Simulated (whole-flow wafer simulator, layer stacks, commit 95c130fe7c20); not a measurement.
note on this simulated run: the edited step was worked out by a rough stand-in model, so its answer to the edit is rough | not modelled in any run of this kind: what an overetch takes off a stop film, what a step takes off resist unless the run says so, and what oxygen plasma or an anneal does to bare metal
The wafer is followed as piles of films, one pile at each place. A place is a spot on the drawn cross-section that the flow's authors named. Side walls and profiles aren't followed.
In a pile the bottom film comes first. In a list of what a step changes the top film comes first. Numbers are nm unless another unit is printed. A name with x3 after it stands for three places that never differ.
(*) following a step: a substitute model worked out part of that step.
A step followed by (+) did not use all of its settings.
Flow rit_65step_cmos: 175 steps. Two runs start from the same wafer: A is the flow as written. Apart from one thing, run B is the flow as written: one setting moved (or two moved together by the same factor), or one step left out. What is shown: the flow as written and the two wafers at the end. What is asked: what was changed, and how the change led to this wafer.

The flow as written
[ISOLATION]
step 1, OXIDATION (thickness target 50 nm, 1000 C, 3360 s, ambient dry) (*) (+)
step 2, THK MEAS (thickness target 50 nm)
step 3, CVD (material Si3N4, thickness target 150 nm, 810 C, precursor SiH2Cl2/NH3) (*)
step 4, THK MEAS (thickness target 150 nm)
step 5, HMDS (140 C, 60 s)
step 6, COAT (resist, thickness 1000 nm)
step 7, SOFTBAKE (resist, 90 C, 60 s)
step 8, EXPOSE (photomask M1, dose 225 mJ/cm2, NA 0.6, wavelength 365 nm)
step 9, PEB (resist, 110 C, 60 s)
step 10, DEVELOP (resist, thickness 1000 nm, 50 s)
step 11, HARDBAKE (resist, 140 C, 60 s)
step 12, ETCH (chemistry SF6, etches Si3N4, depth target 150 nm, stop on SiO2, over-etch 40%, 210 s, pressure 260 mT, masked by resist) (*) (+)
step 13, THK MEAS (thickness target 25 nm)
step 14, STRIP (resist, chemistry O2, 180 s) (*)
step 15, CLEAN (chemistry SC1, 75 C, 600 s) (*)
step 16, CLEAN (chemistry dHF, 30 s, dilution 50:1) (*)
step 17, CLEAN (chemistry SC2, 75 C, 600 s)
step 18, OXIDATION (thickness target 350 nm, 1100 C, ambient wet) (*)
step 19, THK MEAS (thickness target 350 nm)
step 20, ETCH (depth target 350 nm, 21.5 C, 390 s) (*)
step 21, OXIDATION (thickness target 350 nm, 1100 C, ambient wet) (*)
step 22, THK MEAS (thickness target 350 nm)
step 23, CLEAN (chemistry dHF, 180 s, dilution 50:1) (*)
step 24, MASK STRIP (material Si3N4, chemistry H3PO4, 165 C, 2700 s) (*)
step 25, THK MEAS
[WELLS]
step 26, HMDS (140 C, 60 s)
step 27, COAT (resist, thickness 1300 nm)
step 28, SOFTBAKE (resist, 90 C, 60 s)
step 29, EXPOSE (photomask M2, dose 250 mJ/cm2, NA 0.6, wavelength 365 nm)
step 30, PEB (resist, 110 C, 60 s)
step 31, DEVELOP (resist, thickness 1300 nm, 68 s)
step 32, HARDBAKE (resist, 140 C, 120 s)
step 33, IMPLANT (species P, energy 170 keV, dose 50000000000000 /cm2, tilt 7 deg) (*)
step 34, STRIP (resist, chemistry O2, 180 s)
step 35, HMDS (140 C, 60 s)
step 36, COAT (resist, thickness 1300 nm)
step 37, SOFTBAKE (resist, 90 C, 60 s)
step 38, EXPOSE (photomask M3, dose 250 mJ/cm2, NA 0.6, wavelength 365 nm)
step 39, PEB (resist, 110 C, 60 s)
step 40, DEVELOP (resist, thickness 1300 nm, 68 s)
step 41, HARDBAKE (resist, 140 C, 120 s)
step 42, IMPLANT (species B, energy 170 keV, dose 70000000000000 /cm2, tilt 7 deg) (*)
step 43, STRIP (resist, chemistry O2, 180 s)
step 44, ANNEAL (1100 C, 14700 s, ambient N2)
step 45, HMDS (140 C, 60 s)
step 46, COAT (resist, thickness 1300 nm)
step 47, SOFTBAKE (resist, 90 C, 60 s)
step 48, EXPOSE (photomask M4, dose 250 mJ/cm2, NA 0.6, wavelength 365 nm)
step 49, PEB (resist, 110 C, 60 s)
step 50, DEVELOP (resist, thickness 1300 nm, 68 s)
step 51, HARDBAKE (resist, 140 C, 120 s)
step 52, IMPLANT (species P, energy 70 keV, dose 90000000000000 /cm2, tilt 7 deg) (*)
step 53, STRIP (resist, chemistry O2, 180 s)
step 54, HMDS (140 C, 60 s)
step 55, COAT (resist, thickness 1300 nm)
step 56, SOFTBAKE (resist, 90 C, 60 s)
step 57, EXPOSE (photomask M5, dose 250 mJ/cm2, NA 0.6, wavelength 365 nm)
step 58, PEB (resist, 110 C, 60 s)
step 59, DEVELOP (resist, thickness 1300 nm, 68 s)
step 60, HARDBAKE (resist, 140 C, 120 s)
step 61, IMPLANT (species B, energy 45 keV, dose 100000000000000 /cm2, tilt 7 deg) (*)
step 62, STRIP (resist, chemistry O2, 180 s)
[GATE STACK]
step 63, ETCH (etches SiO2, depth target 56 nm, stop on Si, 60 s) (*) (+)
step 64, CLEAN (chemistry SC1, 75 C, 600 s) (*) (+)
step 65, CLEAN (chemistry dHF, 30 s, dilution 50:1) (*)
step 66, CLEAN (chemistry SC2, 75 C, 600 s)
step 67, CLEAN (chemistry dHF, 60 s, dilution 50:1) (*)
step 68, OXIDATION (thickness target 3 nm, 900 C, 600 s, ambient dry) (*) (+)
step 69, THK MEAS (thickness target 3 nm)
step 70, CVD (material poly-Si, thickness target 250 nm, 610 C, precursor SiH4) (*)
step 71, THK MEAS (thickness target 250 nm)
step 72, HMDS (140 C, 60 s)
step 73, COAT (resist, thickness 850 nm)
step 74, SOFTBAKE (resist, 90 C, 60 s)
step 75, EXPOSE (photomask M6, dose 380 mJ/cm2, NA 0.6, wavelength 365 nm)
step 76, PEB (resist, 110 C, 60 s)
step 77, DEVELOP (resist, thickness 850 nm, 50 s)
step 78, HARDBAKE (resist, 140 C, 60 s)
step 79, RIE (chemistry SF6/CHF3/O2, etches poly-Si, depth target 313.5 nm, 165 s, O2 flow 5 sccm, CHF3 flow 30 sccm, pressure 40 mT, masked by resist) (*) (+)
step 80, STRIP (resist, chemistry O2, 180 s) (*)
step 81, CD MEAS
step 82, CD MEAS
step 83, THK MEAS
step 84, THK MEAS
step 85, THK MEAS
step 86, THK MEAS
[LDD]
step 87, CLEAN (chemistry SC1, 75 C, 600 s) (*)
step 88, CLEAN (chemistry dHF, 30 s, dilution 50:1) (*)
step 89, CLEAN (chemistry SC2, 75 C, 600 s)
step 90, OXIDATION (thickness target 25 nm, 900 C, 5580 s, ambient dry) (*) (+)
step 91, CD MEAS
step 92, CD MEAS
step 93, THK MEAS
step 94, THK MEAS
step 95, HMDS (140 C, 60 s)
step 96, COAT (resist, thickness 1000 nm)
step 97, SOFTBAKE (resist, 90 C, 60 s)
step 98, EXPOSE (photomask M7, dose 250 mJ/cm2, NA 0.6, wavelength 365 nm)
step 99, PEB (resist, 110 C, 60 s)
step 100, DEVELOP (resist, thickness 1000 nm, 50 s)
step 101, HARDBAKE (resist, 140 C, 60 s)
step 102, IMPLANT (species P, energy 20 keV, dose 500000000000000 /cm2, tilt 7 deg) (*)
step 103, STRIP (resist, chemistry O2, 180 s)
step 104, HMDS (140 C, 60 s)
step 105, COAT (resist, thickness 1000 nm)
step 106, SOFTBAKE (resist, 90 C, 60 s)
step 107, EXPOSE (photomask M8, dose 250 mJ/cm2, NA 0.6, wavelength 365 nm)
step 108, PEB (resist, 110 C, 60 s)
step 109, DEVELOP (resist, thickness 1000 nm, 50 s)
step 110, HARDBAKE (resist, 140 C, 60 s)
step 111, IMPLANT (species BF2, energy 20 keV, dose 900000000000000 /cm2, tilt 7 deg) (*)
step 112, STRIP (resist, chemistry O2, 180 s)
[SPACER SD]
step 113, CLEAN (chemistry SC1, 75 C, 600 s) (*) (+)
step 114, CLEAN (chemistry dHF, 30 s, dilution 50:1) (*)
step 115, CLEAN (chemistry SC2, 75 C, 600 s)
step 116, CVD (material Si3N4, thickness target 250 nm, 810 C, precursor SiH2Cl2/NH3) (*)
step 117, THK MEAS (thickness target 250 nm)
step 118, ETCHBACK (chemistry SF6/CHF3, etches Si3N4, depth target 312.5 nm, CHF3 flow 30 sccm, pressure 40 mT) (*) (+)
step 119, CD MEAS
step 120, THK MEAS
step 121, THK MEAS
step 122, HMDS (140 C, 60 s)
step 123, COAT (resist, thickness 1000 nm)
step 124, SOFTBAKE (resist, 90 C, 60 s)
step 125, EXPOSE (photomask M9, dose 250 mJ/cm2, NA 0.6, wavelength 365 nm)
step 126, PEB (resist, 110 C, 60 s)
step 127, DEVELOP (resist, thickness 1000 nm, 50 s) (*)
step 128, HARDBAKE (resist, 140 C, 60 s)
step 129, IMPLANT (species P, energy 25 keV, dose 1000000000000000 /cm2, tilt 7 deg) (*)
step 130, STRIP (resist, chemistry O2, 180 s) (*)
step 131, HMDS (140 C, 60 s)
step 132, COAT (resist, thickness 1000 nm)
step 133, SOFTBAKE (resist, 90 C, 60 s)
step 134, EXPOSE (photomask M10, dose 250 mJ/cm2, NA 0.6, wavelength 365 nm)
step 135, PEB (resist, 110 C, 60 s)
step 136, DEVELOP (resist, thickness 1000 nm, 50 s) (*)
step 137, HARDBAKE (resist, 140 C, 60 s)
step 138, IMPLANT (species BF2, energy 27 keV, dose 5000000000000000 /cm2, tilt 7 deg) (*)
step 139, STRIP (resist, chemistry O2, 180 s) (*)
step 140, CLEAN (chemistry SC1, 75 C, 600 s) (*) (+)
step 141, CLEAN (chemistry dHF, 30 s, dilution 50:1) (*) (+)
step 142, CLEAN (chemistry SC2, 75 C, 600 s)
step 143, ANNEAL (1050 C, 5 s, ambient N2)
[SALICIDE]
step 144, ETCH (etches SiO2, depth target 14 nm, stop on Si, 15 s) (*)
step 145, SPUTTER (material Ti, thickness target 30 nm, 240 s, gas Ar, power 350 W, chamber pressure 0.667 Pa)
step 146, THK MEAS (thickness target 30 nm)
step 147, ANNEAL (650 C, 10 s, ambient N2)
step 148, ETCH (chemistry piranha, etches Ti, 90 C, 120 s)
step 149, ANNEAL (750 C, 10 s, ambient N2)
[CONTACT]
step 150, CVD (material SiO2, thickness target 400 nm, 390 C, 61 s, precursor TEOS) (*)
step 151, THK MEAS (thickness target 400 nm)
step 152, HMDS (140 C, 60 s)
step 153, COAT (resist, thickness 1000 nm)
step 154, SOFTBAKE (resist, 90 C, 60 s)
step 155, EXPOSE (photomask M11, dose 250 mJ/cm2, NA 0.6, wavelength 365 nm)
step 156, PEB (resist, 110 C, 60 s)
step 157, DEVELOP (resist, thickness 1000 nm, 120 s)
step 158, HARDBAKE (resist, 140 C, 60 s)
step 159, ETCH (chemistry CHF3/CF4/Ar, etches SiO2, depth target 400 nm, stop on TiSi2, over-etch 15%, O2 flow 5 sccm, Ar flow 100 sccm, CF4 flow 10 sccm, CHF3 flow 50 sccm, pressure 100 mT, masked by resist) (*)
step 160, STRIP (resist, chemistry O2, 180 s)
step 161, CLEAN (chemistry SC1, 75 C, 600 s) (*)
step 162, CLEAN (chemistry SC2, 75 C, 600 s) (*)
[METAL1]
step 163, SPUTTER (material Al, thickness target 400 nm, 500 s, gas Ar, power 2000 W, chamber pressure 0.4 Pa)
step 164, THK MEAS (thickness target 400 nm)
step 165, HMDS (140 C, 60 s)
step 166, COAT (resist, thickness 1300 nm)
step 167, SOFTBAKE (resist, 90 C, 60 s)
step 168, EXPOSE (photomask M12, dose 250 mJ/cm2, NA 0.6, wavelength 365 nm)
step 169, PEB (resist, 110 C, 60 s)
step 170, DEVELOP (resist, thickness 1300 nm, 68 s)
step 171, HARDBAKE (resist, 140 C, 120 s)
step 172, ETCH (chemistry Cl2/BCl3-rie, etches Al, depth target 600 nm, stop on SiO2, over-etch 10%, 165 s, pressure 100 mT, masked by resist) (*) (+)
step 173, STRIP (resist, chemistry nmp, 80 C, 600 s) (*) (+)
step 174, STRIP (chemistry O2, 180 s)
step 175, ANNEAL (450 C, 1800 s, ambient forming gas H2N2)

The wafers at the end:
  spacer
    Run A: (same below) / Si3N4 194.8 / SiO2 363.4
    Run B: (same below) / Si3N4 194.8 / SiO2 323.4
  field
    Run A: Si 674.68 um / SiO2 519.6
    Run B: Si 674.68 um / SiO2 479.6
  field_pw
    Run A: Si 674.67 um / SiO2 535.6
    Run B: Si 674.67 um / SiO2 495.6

Cause: step 150, CVD: thickness target 360 nm was run, though the flow has thickness target 400 nm.

The path from the change to this, step by step:
  step 150, CVD (material SiO2, thickness target 400 nm, 390 C, 61 s, precursor TEOS) (*)
      field, field_pw, field_nw, field_p: A +400 SiO2 | B +360 SiO2
      spacer, spacer_p: A +400 SiO2 (new film) | B +360 SiO2 (new film)
      (as well as at 2 more places)
  step 159, ETCH (chemistry CHF3/CF4/Ar, etches SiO2, depth target 400 nm, stop on TiSi2, over-etch 15%, O2 flow 5 sccm, Ar flow 100 sccm, CF4 flow 10 sccm, CHF3 flow 50 sccm, pressure 100 mT, masked by resist) (*)
      field, field_pw, field_nw, field_p, gate_n, gate_p, spacer, spacer_p: A -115 resist | B -103.5 resist
